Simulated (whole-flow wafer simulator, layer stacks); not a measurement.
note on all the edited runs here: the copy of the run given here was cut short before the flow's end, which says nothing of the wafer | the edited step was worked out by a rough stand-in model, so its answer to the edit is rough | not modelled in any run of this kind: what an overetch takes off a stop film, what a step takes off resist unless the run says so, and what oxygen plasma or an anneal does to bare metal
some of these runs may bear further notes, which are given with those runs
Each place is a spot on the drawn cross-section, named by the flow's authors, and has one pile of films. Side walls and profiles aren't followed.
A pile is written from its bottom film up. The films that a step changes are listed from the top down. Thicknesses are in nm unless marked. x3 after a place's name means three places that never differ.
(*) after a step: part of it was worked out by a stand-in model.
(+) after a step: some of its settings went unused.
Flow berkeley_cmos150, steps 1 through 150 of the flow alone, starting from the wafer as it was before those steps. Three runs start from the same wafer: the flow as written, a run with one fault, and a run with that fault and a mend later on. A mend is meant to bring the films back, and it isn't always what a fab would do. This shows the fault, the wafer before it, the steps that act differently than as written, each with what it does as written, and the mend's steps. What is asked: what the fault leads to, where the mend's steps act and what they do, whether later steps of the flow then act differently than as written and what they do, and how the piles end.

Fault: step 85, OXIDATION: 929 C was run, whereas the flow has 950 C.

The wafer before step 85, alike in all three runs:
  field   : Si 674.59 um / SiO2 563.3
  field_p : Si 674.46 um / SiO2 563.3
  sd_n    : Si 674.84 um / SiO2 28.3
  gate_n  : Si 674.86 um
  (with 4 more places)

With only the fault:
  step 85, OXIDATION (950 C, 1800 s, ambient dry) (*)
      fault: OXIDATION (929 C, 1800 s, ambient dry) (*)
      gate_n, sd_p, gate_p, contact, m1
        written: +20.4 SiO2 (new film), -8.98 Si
        fault: +16.4 SiO2 (new film), -7.2 Si
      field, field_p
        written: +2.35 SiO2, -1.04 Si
        fault: +1.79 SiO2, -0.79 Si
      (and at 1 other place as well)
  Steps later in the flow that act otherwise than as written (21 more steps, not shown, differ only slightly: by at most 2% or 0.5 nm, whichever is larger):
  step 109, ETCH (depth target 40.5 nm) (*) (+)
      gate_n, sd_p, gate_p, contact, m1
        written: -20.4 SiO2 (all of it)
        fault: -16.4 SiO2 (all of it)
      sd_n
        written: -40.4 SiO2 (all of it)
        fault: -37.6 SiO2 (all of it)
  The piles end only slightly different from the flow's at the places that both follow, by no more than 2% or 0.5 nm, whichever is larger.

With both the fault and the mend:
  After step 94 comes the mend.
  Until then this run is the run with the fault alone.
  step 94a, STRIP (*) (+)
      field_p
        -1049 KrF resist (all of it)
      sd_p
        -1274.5 KrF resist (all of it)
      gate_p
        -1249.2 KrF resist (all of it)
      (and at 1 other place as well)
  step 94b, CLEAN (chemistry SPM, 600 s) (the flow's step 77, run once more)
      leaves every film unchanged at each place that is followed
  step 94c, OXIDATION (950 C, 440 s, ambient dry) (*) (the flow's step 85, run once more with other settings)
      gate_n, sd_p, gate_p, contact, m1
        +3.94 SiO2, -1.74 Si
      field, field_p
        +0.57 SiO2, -0.25 Si
      sd_n
        +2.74 SiO2, -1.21 Si
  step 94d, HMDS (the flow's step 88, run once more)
      leaves every film unchanged at each place that is followed
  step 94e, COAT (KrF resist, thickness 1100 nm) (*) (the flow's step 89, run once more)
      field
        +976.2 KrF resist (new film)
      field_p
        +1087.8 KrF resist (new film)
      sd_n
        +1243 KrF resist (new film)
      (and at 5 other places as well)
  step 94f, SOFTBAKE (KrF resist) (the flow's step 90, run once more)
      leaves every film unchanged at each place that is followed
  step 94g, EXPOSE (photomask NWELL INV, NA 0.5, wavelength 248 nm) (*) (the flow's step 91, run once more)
      leaves every film unchanged at each place that is followed
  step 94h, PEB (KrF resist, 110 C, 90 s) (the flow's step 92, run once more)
      field
        -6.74 KrF resist
      field_p
        -7.53 KrF resist
      sd_n
        -8.63 KrF resist
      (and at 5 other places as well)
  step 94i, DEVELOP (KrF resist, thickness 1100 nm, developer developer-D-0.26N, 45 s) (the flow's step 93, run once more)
      field_p, sd_p, gate_p, m1
        -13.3 KrF resist
      field
        -969.5 KrF resist (all of it)
      sd_n
        -1234.3 KrF resist (all of it)
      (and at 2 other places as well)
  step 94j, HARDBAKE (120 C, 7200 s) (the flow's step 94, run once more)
      field_p
        -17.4 KrF resist
      sd_p
        -21.4 KrF resist
      gate_p
        -20.9 KrF resist
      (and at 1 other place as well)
  Later steps of the flow that are run all act as written at every place that is followed, up to a difference of at most 2% or 0.5 nm, whichever is larger.
  The piles end only slightly different from the flow's at the places that both follow, by no more than 2% or 0.5 nm, whichever is larger.
